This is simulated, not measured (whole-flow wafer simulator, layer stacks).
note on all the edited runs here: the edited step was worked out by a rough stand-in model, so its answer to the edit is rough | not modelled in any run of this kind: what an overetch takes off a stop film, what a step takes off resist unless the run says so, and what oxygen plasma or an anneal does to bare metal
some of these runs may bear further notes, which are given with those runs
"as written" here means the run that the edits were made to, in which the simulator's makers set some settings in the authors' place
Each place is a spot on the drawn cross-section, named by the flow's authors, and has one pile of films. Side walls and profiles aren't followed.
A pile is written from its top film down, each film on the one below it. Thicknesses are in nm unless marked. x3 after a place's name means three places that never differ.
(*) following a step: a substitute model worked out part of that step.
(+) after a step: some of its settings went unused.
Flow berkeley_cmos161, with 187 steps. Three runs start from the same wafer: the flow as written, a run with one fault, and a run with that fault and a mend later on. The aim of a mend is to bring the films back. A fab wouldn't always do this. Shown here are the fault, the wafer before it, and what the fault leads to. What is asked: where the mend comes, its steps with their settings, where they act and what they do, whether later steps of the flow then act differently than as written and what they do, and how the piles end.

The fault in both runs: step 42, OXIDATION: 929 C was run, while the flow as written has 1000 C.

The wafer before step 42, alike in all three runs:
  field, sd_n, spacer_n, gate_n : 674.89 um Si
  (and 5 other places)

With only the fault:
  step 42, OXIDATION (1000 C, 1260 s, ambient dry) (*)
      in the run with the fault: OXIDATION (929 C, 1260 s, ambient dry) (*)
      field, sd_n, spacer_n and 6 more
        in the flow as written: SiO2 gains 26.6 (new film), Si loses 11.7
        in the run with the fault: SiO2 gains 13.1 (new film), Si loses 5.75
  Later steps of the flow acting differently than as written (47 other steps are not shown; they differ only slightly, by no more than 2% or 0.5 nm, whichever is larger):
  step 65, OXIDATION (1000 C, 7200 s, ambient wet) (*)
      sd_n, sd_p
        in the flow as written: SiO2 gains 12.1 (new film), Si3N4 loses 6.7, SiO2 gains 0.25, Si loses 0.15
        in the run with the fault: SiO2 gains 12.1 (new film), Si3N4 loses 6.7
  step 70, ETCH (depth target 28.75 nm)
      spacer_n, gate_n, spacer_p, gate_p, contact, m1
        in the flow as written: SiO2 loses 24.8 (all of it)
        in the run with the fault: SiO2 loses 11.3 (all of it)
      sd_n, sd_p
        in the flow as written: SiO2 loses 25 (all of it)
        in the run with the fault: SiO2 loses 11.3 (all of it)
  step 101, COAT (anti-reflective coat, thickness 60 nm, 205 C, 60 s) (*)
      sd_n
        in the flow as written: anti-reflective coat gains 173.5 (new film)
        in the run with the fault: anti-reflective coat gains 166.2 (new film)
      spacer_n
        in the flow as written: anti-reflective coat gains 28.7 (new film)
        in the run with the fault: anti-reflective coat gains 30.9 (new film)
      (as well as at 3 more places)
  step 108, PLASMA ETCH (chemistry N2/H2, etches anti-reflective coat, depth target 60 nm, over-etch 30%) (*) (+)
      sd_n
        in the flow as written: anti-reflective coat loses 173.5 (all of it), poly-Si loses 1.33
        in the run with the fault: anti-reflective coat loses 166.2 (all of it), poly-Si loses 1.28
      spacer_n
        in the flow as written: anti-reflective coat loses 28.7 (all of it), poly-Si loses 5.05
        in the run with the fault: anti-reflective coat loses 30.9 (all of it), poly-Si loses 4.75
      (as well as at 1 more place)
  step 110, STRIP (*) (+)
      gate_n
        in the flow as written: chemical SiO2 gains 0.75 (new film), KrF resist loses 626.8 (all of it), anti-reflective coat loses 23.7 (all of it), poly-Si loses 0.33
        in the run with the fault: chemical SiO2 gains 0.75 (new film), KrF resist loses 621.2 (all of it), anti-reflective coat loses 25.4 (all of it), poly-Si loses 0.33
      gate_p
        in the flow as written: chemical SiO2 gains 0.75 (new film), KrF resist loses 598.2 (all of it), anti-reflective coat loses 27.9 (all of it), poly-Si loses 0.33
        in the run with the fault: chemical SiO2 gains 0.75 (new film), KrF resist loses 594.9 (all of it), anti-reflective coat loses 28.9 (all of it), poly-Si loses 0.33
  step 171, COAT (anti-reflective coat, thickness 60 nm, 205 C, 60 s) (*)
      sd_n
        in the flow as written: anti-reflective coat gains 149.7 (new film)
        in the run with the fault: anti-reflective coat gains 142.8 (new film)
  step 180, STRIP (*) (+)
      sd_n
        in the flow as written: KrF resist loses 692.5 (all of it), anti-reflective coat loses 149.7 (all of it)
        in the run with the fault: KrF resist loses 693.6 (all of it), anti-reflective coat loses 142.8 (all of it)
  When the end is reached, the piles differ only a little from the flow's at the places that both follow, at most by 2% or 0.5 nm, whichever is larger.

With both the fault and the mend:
  The mend stands after step 43.
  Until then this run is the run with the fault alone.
  step 43a, OXIDATION (1000 C, 790 s, ambient dry) (*) (the flow's step 42, run once more with other settings)
      field, sd_n, spacer_n and 6 more
        SiO2 gains 13.5, Si loses 5.94
  None of the later steps of the flow differs from how it acts as written, at any place that is followed, by more than 2% or 0.5 nm, whichever is larger.
  By the end, the piles equal the flow's at every place that both follow.
